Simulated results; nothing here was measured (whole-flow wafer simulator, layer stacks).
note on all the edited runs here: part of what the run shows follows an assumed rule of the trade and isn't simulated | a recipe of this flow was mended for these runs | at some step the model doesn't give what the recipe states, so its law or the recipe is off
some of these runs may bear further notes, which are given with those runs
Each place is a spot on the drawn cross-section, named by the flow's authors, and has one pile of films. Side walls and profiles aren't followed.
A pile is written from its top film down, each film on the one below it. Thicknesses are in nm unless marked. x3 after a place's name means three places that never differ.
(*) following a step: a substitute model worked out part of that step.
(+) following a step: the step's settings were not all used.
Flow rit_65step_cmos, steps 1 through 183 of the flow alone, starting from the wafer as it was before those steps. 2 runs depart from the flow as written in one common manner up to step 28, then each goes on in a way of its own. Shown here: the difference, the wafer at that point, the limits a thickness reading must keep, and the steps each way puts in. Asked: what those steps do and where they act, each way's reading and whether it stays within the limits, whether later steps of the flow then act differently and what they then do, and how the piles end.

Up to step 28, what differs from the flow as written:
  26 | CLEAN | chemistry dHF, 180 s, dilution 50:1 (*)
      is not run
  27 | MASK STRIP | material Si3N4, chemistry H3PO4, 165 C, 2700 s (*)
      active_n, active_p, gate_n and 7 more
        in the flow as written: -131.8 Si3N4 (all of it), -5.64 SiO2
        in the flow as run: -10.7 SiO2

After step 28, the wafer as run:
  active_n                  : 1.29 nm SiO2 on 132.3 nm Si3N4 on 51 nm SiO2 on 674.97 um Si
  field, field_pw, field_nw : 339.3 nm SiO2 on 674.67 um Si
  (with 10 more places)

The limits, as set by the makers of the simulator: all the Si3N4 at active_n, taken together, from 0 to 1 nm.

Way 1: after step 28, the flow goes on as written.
  Reading after step 28: 132.3 nm, not within the limits.
  Later steps of the flow acting differently than as written (11 more steps, not shown, differ only slightly: by at most 2% or 0.5 nm, whichever is larger):
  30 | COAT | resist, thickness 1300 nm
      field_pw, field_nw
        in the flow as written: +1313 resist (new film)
        going this way: +1378.7 resist (new film)
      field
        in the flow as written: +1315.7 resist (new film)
        going this way: +1405.4 resist (new film)
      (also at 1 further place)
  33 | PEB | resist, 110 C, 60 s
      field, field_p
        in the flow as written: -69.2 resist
        going this way: -74.2 resist
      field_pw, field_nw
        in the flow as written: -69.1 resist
        going this way: -72.7 resist
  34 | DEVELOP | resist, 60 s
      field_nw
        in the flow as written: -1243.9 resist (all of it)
        going this way: -1305.9 resist (all of it)
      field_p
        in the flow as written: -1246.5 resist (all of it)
        going this way: -1330.9 resist (all of it)
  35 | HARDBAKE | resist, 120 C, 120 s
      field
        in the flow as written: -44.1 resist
        going this way: -47.5 resist
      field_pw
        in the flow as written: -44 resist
        going this way: -46.5 resist
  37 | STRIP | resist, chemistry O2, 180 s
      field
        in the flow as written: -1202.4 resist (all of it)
        going this way: -1283.7 resist (all of it)
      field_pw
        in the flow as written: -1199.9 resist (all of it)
        going this way: -1259.4 resist (all of it)
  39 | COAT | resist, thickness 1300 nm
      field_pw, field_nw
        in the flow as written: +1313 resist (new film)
        going this way: +1378.7 resist (new film)
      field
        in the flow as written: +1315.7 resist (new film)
        going this way: +1405.4 resist (new film)
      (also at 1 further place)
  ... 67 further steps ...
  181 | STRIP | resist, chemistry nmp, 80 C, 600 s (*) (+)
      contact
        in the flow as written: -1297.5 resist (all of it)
        going this way: -1332.9 resist (all of it)
  At field, field_pw, field_nw and 11 more, the piles at the end differ from the flow's by more than 2% or 0.5 nm, whichever is larger.
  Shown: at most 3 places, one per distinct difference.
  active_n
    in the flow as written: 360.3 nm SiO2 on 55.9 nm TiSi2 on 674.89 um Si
    going this way: 360.3 nm SiO2 on 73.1 nm Si3N4 on 51 nm SiO2 on 674.97 um Si
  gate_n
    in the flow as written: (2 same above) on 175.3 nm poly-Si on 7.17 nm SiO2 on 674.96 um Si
    going this way: (2 same above) on 175.3 nm poly-Si on 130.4 nm Si3N4 on 51.1 nm SiO2 on 674.97 um Si
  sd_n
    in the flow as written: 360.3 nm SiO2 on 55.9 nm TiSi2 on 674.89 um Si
    going this way: 360.3 nm SiO2 on 73.1 nm Si3N4 on 51.1 nm SiO2 on 674.97 um Si

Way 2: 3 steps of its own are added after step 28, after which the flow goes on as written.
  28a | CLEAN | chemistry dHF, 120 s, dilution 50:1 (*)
      active_n, active_p, gate_n and 7 more
        -1.29 SiO2 (all of it), -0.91 Si3N4
      field, field_pw, field_nw, field_p
        -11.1 SiO2
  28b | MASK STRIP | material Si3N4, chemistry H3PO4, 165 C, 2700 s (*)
      active_n, active_p, gate_n and 7 more
        -131.4 Si3N4 (all of it), -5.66 SiO2
      field, field_pw, field_nw, field_p
        -10.7 SiO2
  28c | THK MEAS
      alters no film at any place that is followed
  Reading after step 28c: 0 nm, inside the limits.
  None of the later steps of the flow differs from how it acts as written, at any place that is followed, by more than 2% or 0.5 nm, whichever is larger.
  At the end the piles are close to the flow's at the places that both follow, differing by at most 2% or 0.5 nm, whichever is larger.

The limits are kept by: way 2. They are not kept by: way 1.
